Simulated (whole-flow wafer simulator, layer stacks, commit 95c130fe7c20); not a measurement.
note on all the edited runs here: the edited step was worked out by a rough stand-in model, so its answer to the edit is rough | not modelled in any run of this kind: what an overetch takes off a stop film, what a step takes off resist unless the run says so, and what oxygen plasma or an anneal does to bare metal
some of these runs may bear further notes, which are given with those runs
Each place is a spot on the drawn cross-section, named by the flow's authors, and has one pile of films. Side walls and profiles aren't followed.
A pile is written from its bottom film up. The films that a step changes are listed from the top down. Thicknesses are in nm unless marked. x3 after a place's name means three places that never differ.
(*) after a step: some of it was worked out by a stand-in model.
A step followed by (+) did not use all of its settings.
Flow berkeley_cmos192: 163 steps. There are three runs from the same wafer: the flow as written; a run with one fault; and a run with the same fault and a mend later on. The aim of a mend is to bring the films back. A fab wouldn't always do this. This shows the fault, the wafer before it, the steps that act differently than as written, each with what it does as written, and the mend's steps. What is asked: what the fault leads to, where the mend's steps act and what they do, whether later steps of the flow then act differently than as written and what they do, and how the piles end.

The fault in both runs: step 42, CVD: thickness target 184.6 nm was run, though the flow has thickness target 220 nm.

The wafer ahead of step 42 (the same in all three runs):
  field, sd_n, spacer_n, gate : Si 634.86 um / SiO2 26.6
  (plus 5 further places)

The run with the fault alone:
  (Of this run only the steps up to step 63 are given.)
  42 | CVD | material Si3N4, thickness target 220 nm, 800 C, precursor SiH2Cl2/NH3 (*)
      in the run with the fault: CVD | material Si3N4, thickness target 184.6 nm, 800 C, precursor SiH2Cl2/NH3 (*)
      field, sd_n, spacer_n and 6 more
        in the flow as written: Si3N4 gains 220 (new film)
        in the run with the fault: Si3N4 gains 184.6 (new film)
  Steps further on in the flow that do not act as written (not shown: 2 more steps that differ only slightly, by at most 2% or 0.5 nm, whichever is larger):
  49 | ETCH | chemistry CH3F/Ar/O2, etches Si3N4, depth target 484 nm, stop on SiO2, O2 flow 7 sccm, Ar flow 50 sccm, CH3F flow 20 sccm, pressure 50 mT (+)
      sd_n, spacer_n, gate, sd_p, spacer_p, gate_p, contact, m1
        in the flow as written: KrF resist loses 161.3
        in the run with the fault: KrF resist loses 137.7
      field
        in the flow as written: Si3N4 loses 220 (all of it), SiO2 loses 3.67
        in the run with the fault: Si3N4 loses 184.6 (all of it), SiO2 loses 3.67
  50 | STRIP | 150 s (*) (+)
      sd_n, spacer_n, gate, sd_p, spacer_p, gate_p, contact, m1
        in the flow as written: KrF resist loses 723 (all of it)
        in the run with the fault: KrF resist loses 746.6 (all of it)
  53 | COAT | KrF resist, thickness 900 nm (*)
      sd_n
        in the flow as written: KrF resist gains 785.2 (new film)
        in the run with the fault: KrF resist gains 803.2 (new film)
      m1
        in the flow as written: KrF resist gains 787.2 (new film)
        in the run with the fault: KrF resist gains 804.5 (new film)
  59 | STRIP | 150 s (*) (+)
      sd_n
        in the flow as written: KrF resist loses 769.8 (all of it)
        in the run with the fault: KrF resist loses 787.7 (all of it)
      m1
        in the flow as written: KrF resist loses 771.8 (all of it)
        in the run with the fault: KrF resist loses 789 (all of it)
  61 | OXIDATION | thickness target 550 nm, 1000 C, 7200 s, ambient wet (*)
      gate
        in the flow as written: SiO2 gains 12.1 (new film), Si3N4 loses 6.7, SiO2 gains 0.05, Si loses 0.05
        in the run with the fault: SiO2 gains 12.1 (new film), Si3N4 loses 6.7
  Once step 63 is done, the piles at sd_n, spacer_n, gate, sd_p, spacer_p, gate_p, contact, m1 depart from the flow's by more than 2% or 0.5 nm, whichever is larger.
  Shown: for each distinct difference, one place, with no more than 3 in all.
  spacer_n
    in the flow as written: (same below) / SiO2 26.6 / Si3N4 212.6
    in the run with the fault: (same below) / SiO2 26.6 / Si3N4 177.2
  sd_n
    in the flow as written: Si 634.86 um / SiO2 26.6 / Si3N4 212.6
    in the run with the fault: Si 634.86 um / SiO2 27 / Si3N4 177.2
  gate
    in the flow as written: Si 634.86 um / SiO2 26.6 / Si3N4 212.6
    in the run with the fault: Si 634.86 um / SiO2 26.6 / Si3N4 177.2

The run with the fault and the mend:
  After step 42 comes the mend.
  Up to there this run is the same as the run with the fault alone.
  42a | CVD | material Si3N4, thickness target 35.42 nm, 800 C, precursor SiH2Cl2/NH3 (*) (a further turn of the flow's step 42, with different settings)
      field, sd_n, spacer_n and 6 more
        Si3N4 gains 35.4
  Later steps of the flow that are run all act as written at every place that is followed, up to a difference of at most 2% or 0.5 nm, whichever is larger.
  At every place that both follow, the piles at the end match the flow's.
